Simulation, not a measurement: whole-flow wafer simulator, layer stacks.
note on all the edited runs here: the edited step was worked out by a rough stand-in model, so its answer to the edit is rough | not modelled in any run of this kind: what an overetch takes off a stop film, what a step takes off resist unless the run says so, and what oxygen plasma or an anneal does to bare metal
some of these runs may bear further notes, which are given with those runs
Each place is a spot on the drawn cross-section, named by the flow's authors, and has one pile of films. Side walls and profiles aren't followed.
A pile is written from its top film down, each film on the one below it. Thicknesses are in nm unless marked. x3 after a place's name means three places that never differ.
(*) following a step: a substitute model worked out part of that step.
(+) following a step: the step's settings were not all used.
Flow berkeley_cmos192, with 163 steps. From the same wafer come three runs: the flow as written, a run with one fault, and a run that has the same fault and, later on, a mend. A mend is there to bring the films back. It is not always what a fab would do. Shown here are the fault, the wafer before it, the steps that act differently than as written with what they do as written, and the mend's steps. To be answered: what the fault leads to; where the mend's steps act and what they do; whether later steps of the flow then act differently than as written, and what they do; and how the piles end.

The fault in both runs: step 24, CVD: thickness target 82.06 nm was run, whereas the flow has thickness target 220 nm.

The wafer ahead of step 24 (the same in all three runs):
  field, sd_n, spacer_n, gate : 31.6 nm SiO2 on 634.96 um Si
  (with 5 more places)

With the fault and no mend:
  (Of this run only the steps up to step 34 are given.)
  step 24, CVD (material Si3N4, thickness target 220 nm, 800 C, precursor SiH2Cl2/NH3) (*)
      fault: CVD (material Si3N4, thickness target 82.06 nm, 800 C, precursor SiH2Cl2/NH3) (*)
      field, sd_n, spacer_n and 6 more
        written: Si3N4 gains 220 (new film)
        fault: Si3N4 gains 82.1 (new film)
  Later steps of the flow acting differently than as written:
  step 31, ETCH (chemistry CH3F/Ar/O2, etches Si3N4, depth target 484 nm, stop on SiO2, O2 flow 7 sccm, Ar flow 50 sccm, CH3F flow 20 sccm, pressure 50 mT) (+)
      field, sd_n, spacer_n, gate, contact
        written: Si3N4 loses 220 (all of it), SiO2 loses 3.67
        fault: Si3N4 loses 82.1 (all of it), SiO2 loses 3.67
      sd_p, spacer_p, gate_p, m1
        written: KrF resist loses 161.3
        fault: KrF resist loses 69.4
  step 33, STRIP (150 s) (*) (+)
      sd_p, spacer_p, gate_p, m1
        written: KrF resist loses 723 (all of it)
        fault: KrF resist loses 815 (all of it)
  After step 34, at sd_p, spacer_p, gate_p, m1, the piles differ from the flow's by more than 2% or 0.5 nm, whichever is larger.
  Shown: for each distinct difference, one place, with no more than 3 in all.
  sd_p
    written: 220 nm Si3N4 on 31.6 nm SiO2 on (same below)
    fault: 82.1 nm Si3N4 on 31.6 nm SiO2 on (same below)

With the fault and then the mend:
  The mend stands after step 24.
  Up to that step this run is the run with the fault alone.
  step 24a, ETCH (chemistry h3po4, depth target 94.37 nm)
      field, sd_n, spacer_n and 6 more
        Si3N4 loses 82.1 (all of it)
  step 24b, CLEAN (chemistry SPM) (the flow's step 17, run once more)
      alters no film at any place that is followed
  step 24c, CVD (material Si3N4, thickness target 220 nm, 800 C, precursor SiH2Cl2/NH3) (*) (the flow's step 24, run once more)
      field, sd_n, spacer_n and 6 more
        Si3N4 gains 220 (new film)
  Every later step of the flow that is run acts as written at every place that is followed.
  At every place that both follow, the piles at the end match the flow's.
